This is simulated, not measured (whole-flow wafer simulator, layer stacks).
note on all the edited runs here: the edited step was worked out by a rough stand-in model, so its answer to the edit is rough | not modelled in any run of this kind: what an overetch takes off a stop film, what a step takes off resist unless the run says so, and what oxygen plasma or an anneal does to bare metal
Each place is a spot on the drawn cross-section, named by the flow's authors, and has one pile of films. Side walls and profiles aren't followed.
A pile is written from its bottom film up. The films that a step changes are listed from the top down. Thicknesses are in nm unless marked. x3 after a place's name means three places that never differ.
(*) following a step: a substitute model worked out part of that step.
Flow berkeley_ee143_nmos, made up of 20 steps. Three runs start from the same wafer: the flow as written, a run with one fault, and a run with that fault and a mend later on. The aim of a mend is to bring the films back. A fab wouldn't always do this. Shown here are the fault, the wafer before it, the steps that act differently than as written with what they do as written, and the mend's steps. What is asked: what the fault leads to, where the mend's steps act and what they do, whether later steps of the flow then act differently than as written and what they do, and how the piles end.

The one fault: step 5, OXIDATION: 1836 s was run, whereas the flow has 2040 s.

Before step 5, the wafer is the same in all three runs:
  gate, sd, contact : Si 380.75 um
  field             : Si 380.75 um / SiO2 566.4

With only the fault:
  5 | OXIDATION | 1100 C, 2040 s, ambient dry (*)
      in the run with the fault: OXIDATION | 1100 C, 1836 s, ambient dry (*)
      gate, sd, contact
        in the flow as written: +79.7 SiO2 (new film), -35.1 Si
        in the run with the fault: +74.8 SiO2 (new film), -32.9 Si
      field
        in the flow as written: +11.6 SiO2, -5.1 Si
        in the run with the fault: +10.5 SiO2, -4.6 Si
  Steps further on in the flow that do not act as written (1 other step is not shown; it differs only slightly, by no more than 2% or 0.5 nm, whichever is larger):
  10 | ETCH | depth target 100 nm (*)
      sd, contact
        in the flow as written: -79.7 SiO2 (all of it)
        in the run with the fault: -74.8 SiO2 (all of it)
  The piles end different from the flow's at gate by more than 2% or 0.5 nm, whichever is larger.
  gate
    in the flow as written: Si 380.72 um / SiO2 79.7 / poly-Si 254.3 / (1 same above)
    in the run with the fault: Si 380.72 um / SiO2 74.8 / poly-Si 254.3 / (1 same above)

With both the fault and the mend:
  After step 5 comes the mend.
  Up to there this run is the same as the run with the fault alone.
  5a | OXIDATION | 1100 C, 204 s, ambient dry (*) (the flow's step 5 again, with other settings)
      gate, sd, contact
        +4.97 SiO2, -2.19 Si
      field
        +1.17 SiO2, -0.51 Si
  Every later step of the flow that is run acts as written, at every place that is followed, to within 2% or 0.5 nm, whichever is larger.
  The piles end only slightly different from the flow's at the places that both follow, by no more than 2% or 0.5 nm, whichever is larger.
